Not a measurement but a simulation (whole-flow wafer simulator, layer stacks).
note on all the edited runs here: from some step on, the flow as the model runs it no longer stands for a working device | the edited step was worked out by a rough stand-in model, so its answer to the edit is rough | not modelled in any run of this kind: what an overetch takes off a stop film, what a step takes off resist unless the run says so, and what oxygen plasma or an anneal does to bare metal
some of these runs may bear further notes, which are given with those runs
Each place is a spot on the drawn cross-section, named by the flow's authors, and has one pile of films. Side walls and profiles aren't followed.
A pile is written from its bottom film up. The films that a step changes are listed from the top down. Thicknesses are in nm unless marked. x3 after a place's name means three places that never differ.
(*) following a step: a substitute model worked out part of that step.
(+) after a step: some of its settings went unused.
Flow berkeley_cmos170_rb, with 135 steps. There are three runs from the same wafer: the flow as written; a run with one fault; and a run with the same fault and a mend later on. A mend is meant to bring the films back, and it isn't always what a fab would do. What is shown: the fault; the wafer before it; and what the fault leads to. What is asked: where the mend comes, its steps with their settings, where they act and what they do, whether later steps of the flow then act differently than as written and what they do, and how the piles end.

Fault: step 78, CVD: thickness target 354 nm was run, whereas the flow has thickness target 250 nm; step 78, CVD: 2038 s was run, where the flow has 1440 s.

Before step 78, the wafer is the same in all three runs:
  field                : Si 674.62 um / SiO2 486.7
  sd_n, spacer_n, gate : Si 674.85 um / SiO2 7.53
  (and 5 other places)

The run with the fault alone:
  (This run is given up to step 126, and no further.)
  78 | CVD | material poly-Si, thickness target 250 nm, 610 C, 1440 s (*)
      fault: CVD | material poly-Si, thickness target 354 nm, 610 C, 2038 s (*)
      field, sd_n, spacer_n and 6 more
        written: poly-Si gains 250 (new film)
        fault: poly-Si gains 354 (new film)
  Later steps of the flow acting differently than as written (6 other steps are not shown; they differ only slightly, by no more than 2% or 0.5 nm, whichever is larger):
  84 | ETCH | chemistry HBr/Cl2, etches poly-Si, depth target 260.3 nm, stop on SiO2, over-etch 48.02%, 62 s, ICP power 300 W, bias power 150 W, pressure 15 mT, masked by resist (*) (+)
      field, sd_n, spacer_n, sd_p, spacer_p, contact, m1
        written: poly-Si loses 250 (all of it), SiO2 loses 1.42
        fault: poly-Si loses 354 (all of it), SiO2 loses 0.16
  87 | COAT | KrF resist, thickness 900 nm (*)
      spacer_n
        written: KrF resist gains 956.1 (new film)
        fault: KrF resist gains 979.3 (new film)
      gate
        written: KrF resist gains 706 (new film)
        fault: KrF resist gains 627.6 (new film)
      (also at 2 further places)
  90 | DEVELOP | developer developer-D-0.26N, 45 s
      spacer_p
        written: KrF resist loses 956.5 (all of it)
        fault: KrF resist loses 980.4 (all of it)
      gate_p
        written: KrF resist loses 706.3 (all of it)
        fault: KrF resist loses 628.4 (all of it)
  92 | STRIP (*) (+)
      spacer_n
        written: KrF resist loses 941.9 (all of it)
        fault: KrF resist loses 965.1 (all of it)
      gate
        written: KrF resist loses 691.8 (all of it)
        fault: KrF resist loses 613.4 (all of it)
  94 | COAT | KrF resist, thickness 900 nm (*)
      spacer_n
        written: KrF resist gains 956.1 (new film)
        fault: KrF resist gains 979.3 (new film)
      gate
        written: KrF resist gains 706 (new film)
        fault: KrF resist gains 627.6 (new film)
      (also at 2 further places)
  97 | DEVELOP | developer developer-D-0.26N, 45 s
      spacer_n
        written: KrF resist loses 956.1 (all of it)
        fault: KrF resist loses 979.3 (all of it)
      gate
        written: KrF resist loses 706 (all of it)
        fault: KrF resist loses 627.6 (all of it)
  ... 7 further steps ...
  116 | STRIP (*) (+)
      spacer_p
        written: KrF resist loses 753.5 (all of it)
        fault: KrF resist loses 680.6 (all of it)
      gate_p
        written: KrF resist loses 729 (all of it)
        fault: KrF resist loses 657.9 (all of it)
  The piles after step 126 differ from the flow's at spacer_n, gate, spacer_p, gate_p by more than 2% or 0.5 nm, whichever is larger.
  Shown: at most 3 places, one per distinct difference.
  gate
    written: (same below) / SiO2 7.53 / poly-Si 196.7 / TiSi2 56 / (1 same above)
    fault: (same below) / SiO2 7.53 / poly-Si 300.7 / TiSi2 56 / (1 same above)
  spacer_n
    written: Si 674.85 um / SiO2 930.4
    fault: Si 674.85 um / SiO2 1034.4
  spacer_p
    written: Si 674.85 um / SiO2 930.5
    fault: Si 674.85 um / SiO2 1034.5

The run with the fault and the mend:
  The mend stands after step 78.
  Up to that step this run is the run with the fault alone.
  78a | ETCH | chemistry tmah, depth target 407.1 nm
      field, sd_n, spacer_n and 6 more
        poly-Si loses 354 (all of it)
  78b | CLEAN (*) (a further turn of the flow's step 74)
      leaves every film unchanged at each place that is followed
  78c | CVD | material poly-Si, thickness target 250 nm, 610 C, 1440 s (*) (a further turn of the flow's step 78)
      field, sd_n, spacer_n and 6 more
        poly-Si gains 250 (new film)
  Every later step of the flow that is run acts as written at every place that is followed.
  At every place that both follow, the piles at the end match the flow's.
